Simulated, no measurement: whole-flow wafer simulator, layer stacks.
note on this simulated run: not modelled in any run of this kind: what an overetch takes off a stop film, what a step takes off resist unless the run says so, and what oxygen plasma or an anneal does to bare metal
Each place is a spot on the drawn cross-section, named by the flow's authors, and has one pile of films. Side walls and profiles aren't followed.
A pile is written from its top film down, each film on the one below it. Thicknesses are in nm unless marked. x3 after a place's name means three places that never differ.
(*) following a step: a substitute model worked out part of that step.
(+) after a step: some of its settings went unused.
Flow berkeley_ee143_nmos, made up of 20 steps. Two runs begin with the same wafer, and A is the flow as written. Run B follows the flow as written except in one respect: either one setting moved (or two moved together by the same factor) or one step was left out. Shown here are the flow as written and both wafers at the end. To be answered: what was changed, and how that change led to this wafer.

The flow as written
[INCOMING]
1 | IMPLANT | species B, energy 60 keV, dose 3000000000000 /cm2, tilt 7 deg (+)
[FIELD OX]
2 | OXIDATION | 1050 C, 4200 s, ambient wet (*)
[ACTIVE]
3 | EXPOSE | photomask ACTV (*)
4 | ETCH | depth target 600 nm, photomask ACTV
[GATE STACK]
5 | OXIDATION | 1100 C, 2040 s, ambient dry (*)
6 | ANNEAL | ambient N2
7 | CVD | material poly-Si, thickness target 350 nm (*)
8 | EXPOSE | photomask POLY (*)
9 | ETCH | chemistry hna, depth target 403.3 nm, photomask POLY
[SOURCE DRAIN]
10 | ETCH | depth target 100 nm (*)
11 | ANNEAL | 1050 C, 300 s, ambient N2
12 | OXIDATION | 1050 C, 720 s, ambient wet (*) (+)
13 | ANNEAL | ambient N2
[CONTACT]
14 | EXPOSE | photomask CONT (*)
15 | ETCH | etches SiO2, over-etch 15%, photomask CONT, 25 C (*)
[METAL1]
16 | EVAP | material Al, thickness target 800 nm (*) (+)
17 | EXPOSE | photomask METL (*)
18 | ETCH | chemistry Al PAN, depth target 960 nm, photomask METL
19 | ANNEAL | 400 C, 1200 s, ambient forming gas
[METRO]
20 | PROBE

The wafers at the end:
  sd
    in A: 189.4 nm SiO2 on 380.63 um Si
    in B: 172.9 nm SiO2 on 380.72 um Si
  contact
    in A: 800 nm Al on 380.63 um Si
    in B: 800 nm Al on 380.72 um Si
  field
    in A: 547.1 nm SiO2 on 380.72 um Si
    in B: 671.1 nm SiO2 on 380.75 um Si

Cause: step 9, ETCH: depth target 309 nm was run, whereas the flow has depth target 403.3 nm.

Step by step, how the change led to this:
  9 | ETCH | chemistry hna, depth target 403.3 nm, photomask POLY
      sd, contact, field: A poly-Si loses 350 (all of it) | B poly-Si loses 309
  10 | ETCH | depth target 100 nm (*)
      sd, contact: A SiO2 loses 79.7 (all of it) | B nothing
      field: A SiO2 loses 100 | B nothing
  12 | OXIDATION | 1050 C, 720 s, ambient wet (*) (+)
      sd, contact: A SiO2 gains 189.4 (new film), Si loses 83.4 | B poly-Si loses 41 (all of it), SiO2 gains 93.2
      field: A SiO2 gains 69.1, Si loses 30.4 | B poly-Si loses 41 (all of it), SiO2 gains 93.2
  15 | ETCH | etches SiO2, over-etch 15%, photomask CONT, 25 C (*)
      contact: A SiO2 loses 189.4 (all of it) | B SiO2 loses 172.9 (all of it)
